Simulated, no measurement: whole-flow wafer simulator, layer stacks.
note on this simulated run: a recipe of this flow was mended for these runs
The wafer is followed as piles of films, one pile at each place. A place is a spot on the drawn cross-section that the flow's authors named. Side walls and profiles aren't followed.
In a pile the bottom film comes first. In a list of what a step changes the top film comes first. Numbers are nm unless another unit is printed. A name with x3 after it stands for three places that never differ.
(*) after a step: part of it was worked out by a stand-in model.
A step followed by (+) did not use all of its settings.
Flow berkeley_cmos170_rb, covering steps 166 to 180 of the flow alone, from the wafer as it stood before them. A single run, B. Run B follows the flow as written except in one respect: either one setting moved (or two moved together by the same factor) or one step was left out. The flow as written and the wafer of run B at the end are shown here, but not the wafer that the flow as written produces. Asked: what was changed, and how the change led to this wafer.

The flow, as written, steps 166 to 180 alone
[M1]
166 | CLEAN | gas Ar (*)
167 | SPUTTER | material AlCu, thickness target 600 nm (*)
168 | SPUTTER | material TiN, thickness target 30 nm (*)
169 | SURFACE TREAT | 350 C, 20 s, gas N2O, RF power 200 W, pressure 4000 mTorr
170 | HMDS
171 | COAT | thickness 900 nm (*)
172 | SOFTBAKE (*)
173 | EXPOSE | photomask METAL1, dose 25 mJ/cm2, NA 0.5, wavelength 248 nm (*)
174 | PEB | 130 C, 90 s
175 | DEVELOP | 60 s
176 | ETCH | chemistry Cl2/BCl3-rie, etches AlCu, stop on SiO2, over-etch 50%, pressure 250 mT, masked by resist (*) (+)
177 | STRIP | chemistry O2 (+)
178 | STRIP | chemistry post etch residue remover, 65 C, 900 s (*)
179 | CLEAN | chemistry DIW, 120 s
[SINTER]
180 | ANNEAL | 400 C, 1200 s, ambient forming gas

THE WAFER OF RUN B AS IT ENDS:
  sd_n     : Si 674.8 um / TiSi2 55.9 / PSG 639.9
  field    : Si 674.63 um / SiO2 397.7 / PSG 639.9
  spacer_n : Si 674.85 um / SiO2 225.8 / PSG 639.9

Cause: step 176, ETCH: over-etch 69.4% was run, though the flow has over-etch 50%.

How this came from the change, step by step:
  176 | ETCH | chemistry Cl2/BCl3-rie, etches AlCu, stop on SiO2, over-etch 50%, pressure 250 mT, masked by resist (*) (+)
      field, sd_n, spacer_n, gate, spacer_p, gate_p: TiN loses 30 (all of it), AlCu loses 600 (all of it), PSG loses 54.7 (as written it would have been: TiN loses 30 (all of it), AlCu loses 600 (all of it), PSG loses 39.4)
      contact, m1: KrF-resist loses 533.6 (as written it would have been: KrF-resist loses 472.5)
      (also at 1 further place)
  177 | STRIP | chemistry O2 (+)
      contact: KrF-resist loses 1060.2 (all of it) (as written it would have been: KrF-resist loses 1121.3 (all of it))
      m1: KrF-resist loses 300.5 (all of it) (as written it would have been: KrF-resist loses 361.6 (all of it))
